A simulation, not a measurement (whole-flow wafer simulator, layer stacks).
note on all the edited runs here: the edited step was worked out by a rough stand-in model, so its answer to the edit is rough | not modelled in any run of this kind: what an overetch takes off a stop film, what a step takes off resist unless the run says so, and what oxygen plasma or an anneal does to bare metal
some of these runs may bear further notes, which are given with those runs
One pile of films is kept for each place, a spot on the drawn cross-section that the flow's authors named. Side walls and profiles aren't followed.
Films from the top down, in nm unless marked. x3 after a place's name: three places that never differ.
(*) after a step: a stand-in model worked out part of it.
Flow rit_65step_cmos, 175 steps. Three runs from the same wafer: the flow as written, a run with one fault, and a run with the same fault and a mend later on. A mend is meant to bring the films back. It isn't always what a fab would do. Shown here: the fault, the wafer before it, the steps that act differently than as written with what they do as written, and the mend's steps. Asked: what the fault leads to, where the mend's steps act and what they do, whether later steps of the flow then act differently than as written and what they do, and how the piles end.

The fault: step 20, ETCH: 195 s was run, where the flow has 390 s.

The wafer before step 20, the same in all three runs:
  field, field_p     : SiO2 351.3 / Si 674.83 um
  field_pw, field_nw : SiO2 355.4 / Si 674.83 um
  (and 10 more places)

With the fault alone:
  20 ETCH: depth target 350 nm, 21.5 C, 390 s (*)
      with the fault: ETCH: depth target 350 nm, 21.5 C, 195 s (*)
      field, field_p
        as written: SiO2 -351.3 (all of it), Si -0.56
        with the fault: SiO2 -190.4
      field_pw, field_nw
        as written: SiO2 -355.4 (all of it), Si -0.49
        with the fault: SiO2 -190.4
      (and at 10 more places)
  Later steps of the flow that act differently than as written (9 more steps differ only slightly, by at most 2% or 0.5 nm, whichever is larger, and aren't shown):
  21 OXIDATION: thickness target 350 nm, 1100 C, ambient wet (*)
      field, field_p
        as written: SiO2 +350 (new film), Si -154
        with the fault: SiO2 +247.8, Si -109
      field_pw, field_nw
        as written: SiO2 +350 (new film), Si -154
        with the fault: SiO2 +245.8, Si -108.2
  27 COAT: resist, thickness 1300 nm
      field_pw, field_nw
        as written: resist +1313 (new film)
        with the fault: resist +1254.6 (new film)
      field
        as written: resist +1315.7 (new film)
        with the fault: resist +1239.3 (new film)
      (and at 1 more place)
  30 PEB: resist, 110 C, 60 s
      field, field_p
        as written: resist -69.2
        with the fault: resist -65.2
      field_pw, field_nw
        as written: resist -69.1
        with the fault: resist -66
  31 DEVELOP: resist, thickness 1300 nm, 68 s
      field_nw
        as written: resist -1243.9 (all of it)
        with the fault: resist -1188.6 (all of it)
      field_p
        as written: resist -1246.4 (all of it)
        with the fault: resist -1174.3 (all of it)
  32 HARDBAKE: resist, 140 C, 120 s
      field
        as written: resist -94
        with the fault: resist -88.5
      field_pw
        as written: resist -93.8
        with the fault: resist -89.6
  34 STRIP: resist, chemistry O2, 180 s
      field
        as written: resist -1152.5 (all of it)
        with the fault: resist -1085.6 (all of it)
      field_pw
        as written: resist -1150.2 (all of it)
        with the fault: resist -1099 (all of it)
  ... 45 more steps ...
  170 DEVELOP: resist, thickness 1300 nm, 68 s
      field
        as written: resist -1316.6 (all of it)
        with the fault: resist -1239.5 (all of it)
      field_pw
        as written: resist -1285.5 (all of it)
        with the fault: resist -1228.6 (all of it)
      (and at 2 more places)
  At the end the piles differ from the flow's by more than 2% or 0.5 nm, whichever is larger, at field, field_pw, field_nw, field_p.
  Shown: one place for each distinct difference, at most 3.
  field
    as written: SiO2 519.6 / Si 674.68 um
    with the fault: SiO2 577.4 / Si 674.72 um
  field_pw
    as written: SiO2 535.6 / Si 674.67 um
    with the fault: SiO2 595.4 / Si 674.72 um
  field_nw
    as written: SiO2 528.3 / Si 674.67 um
    with the fault: SiO2 588.4 / Si 674.72 um

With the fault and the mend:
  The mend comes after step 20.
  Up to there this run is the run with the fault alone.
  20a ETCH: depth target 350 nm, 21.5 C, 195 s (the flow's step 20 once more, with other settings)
      field, field_p
        SiO2 -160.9 (all of it)
      field_pw, field_nw
        SiO2 -164.9 (all of it)
  No later step of the flow acts differently than as written, at any place that is followed, by more than 2% or 0.5 nm, whichever is larger.
  At the end the piles differ from the flow's only slightly at the places that both follow, by at most 2% or 0.5 nm, whichever is larger.
